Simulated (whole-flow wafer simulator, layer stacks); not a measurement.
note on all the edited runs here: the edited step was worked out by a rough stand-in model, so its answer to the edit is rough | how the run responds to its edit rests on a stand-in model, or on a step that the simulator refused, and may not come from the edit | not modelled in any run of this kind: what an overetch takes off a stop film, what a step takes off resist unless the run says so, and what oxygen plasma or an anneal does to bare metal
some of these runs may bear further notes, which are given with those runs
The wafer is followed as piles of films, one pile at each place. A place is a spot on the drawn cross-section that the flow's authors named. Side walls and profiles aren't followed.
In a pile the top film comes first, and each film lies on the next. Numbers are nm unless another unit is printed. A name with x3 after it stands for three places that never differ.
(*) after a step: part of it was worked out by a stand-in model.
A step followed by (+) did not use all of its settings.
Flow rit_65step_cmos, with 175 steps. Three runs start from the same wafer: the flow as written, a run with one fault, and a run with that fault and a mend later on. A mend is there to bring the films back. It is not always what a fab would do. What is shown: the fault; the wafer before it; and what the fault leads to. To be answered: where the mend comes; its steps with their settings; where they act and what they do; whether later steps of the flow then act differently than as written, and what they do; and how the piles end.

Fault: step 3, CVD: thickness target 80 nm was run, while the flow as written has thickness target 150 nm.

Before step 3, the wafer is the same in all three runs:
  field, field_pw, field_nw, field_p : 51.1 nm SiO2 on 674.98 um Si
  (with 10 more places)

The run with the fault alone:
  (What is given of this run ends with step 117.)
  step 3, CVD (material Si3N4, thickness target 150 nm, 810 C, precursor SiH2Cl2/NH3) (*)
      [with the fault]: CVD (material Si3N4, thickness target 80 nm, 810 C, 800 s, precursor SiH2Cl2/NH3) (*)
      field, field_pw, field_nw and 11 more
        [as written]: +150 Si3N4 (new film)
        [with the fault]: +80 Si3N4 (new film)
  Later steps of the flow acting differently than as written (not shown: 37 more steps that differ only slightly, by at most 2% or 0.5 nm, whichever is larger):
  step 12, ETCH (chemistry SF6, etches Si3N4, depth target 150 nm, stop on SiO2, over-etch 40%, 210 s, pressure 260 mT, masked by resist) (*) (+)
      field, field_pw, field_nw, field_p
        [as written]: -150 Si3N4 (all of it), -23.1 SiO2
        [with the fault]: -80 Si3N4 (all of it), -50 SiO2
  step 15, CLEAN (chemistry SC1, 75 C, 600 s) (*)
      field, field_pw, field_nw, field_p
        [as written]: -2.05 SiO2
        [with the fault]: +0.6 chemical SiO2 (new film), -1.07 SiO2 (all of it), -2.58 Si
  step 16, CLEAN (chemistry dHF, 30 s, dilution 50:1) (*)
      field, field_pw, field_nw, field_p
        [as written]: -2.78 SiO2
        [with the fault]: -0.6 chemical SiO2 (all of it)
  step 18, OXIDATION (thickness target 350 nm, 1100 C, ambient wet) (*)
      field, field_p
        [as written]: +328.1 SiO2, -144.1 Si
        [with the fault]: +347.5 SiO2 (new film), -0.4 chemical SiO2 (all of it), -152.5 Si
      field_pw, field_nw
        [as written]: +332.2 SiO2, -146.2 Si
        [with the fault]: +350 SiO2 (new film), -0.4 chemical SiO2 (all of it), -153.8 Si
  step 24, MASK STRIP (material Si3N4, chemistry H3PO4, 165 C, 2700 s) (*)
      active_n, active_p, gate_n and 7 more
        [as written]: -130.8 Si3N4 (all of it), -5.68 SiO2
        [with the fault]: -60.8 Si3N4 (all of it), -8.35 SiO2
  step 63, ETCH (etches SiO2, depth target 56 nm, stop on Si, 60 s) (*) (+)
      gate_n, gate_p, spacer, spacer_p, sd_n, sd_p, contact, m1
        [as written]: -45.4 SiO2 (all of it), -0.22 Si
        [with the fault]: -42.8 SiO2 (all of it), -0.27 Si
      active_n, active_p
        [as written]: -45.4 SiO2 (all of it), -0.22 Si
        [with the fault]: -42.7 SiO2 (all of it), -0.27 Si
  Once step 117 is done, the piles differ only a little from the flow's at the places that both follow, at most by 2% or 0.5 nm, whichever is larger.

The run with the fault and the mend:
  The mend follows step 11.
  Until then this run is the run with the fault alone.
  step 11a, STRIP (resist, chemistry O2, 180 s) (*)
      active_n, active_p, gate_n and 7 more
        -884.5 resist (all of it)
  step 11b, CLEAN (chemistry SC2, 75 C, 600 s)
      alters no film at any place that is followed
  step 11c, CVD (material Si3N4, thickness target 70 nm, 810 C, 700 s, precursor SiH2Cl2/NH3) (*) (the flow's step 3 again, with other settings)
      field, field_pw, field_nw and 11 more
        +70 Si3N4
  step 11d, HMDS (140 C, 60 s) (the flow's step 5 again)
      alters no film at any place that is followed
  step 11e, COAT (resist, thickness 1000 nm) (the flow's step 6 again)
      field, field_pw, field_nw and 11 more
        +1000 resist (new film)
  step 11f, SOFTBAKE (resist, 90 C, 60 s) (the flow's step 7 again)
      alters no film at any place that is followed
  step 11g, EXPOSE (photomask M1, dose 225 mJ/cm2, NA 0.6, wavelength 365 nm) (the flow's step 8 again)
      alters no film at any place that is followed
  step 11h, PEB (resist, 110 C, 60 s) (the flow's step 9 again)
      field, field_pw, field_nw and 11 more
        -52 resist
  step 11i, DEVELOP (resist, thickness 1000 nm, 50 s) (the flow's step 10 again)
      field, field_pw, field_nw, field_p
        -948 resist (all of it)
  step 11j, HARDBAKE (resist, 140 C, 60 s) (the flow's step 11 again)
      active_n, active_p, gate_n and 7 more
        -63.5 resist
  None of the later steps of the flow acts differently than as written at any place that is followed.
  The piles end the same as the flow's at every place that both follow.
